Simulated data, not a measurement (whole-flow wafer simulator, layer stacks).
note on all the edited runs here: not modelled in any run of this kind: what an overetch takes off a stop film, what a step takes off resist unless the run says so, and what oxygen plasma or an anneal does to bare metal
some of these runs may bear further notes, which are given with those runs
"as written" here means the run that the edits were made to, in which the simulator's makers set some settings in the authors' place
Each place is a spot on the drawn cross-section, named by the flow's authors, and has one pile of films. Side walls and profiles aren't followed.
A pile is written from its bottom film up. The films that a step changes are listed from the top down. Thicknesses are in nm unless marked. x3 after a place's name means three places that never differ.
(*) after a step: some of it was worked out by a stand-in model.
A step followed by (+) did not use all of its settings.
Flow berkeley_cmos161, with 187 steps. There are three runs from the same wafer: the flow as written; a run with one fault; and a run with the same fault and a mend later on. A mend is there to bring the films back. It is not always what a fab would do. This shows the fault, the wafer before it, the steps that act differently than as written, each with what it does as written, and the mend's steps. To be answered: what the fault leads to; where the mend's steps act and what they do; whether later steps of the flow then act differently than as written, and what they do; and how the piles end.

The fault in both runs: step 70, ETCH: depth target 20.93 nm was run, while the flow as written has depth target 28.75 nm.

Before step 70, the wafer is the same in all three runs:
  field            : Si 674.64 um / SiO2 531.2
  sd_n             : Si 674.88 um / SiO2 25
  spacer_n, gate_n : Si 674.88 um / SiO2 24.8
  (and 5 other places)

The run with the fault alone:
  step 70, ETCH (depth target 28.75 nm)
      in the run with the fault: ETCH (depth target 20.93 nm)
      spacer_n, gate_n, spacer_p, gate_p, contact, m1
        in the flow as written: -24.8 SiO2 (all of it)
        in the run with the fault: -20.9 SiO2
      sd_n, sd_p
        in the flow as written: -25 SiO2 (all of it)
        in the run with the fault: -20.9 SiO2
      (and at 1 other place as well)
  Steps later in the flow that act otherwise than as written (46 more steps, not shown, differ only slightly: by at most 2% or 0.5 nm, whichever is larger):
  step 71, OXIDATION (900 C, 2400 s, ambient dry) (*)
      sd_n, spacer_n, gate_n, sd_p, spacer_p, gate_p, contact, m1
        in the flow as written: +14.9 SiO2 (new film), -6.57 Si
        in the run with the fault: +12.9 SiO2, -5.69 Si
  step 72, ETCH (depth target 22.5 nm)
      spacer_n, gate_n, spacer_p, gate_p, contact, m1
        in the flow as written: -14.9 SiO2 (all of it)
        in the run with the fault: -16.8 SiO2 (all of it)
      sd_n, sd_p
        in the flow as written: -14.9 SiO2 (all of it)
        in the run with the fault: -17.1 SiO2 (all of it)
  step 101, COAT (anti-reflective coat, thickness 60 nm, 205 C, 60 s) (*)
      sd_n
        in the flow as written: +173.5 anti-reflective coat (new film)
        in the run with the fault: +178.3 anti-reflective coat (new film)
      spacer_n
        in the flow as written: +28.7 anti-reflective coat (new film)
        in the run with the fault: +27.4 anti-reflective coat (new film)
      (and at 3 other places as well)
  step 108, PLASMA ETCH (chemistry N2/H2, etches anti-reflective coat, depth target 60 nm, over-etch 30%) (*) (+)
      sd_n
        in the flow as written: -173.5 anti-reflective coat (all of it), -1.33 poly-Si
        in the run with the fault: -178.3 anti-reflective coat (all of it), -1.37 poly-Si
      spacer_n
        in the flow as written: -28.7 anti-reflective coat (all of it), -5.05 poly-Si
        in the run with the fault: -27.4 anti-reflective coat (all of it), -5.24 poly-Si
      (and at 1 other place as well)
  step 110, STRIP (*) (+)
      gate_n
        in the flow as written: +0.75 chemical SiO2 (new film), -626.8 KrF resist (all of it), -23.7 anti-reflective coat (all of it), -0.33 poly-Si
        in the run with the fault: +0.75 chemical SiO2 (new film), -631.1 KrF resist (all of it), -22.5 anti-reflective coat (all of it), -0.33 poly-Si
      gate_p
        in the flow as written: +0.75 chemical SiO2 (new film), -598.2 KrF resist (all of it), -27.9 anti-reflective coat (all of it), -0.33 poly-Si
        in the run with the fault: +0.75 chemical SiO2 (new film), -600.9 KrF resist (all of it), -27.2 anti-reflective coat (all of it), -0.33 poly-Si
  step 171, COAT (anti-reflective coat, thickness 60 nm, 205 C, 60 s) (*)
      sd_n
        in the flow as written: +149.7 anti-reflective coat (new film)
        in the run with the fault: +155.4 anti-reflective coat (new film)
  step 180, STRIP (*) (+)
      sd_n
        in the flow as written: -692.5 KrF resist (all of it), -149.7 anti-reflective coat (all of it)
        in the run with the fault: -691.3 KrF resist (all of it), -155.4 anti-reflective coat (all of it)
  When the end is reached, the piles differ only a little from the flow's at the places that both follow, at most by 2% or 0.5 nm, whichever is larger.

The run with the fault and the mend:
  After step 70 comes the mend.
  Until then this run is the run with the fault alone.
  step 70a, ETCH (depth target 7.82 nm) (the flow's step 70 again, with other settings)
      spacer_n, gate_n, spacer_p, gate_p, contact, m1
        -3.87 SiO2 (all of it)
      sd_n, sd_p
        -4.11 SiO2 (all of it)
      field
        -7.82 SiO2
  None of the later steps of the flow acts differently than as written at any place that is followed.
  The piles end the same as the flow's at every place that both follow.
